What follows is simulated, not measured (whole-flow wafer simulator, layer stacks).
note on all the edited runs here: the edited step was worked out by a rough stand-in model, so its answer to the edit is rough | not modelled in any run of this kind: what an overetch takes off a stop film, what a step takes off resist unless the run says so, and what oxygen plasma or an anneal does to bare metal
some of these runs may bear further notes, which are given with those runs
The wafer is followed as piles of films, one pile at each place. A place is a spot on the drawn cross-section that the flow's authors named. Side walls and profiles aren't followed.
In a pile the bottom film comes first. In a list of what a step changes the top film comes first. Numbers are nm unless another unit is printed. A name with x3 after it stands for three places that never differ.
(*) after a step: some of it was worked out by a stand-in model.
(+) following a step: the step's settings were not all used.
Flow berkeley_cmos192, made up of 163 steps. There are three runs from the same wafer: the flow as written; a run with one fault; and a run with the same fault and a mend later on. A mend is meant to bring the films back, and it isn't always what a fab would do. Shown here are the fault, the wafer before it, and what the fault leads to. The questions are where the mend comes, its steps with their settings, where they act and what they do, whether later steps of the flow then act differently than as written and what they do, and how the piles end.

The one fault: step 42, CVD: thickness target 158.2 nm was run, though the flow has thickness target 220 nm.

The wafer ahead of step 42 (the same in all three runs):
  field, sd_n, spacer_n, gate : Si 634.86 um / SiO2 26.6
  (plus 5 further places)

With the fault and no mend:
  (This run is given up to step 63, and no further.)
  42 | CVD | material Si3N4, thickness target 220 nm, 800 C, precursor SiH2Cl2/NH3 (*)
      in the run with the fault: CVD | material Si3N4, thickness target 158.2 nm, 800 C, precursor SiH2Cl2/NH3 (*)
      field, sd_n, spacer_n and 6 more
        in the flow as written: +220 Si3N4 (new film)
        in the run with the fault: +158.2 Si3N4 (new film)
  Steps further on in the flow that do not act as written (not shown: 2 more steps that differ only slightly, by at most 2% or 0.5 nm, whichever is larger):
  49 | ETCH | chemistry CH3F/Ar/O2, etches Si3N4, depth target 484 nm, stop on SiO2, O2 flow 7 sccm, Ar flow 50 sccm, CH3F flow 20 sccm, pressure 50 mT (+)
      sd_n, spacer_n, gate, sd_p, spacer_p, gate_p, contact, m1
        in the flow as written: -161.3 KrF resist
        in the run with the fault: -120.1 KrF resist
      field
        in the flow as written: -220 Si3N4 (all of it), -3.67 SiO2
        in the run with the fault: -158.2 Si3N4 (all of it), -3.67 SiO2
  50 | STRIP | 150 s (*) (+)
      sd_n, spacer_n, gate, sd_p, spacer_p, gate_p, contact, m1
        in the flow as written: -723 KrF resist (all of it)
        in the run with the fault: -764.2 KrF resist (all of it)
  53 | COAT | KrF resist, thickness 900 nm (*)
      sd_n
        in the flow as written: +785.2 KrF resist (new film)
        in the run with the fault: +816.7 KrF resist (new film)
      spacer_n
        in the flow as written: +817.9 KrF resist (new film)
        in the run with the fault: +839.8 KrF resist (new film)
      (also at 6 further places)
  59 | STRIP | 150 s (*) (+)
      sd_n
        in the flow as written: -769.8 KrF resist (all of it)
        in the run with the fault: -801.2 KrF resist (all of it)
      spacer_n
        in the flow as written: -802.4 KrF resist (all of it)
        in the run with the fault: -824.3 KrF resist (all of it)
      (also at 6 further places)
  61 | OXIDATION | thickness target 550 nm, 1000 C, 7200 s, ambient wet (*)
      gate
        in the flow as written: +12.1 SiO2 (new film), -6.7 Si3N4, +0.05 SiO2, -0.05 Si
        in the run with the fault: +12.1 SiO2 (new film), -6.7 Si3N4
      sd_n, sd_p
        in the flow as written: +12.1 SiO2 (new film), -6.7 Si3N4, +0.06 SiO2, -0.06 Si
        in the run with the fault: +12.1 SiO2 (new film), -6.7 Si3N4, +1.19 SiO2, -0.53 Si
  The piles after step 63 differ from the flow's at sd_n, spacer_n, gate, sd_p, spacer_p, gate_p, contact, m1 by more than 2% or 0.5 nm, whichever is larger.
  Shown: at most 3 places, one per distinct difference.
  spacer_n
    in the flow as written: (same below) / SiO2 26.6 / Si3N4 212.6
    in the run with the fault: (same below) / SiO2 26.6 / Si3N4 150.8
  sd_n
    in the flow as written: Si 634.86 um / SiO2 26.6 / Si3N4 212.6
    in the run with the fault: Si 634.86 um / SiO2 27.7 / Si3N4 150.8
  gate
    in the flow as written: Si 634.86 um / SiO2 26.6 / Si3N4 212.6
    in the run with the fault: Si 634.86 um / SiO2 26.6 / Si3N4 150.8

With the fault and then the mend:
  The mend follows step 42.
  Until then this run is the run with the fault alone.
  42a | ETCH | chemistry h3po4, depth target 181.9 nm
      field, sd_n, spacer_n and 6 more
        -158.2 Si3N4 (all of it)
  42b | CLEAN | chemistry SPM (a further turn of the flow's step 34)
      alters no film at any place that is followed
  42c | CVD | material Si3N4, thickness target 220 nm, 800 C, precursor SiH2Cl2/NH3 (*) (a further turn of the flow's step 42)
      field, sd_n, spacer_n and 6 more
        +220 Si3N4 (new film)
  None of the later steps of the flow acts differently than as written at any place that is followed.
  The piles end the same as the flow's at every place that both follow.
